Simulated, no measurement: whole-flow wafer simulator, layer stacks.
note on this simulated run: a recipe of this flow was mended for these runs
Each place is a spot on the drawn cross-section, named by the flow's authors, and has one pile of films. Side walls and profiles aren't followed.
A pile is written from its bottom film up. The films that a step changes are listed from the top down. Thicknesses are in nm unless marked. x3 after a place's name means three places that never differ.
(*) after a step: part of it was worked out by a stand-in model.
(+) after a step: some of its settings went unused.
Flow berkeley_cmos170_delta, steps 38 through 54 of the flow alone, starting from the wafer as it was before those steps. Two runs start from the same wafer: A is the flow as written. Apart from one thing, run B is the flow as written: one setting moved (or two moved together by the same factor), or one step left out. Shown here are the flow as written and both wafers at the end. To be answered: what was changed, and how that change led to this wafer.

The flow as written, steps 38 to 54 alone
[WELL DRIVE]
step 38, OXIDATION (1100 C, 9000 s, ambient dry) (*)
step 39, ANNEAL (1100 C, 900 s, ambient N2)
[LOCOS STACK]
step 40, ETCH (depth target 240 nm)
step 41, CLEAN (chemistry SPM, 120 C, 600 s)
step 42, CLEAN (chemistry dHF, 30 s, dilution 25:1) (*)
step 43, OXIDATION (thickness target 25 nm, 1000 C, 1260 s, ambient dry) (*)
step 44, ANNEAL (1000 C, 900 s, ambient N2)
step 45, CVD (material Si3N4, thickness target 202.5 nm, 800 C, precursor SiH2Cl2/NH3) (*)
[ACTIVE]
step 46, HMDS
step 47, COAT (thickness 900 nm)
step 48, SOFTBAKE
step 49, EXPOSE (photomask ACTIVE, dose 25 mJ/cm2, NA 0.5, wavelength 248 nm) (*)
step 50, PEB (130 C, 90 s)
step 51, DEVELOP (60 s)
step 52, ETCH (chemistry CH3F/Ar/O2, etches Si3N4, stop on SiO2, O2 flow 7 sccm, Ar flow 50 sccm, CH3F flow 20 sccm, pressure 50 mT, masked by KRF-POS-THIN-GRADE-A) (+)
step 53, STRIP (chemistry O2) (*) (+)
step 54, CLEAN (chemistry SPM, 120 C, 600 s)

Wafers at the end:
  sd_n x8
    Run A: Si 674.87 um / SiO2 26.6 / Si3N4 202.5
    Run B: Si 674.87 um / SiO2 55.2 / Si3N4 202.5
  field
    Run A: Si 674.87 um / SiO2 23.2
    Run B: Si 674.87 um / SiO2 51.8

The reason: step 40, ETCH: depth target 154 nm was run, whereas the flow has depth target 240 nm.

How this came from the change, step by step:
  step 40, ETCH (depth target 240 nm)
      field, sd_n x8: A -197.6 SiO2 (all of it) | B -154 SiO2
  step 41, CLEAN (chemistry SPM, 120 C, 600 s)
      field, sd_n x8: A +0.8 chemical SiO2 (new film), -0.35 Si | B nothing
  step 42, CLEAN (chemistry dHF, 30 s, dilution 25:1) (*)
      field, sd_n x8: A -0.8 chemical SiO2 (all of it) | B -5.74 SiO2
  step 43, OXIDATION (thickness target 25 nm, 1000 C, 1260 s, ambient dry) (*)
      field, sd_n x8: A +26.6 SiO2 (new film), -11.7 Si | B +17.3 SiO2, -7.61 Si
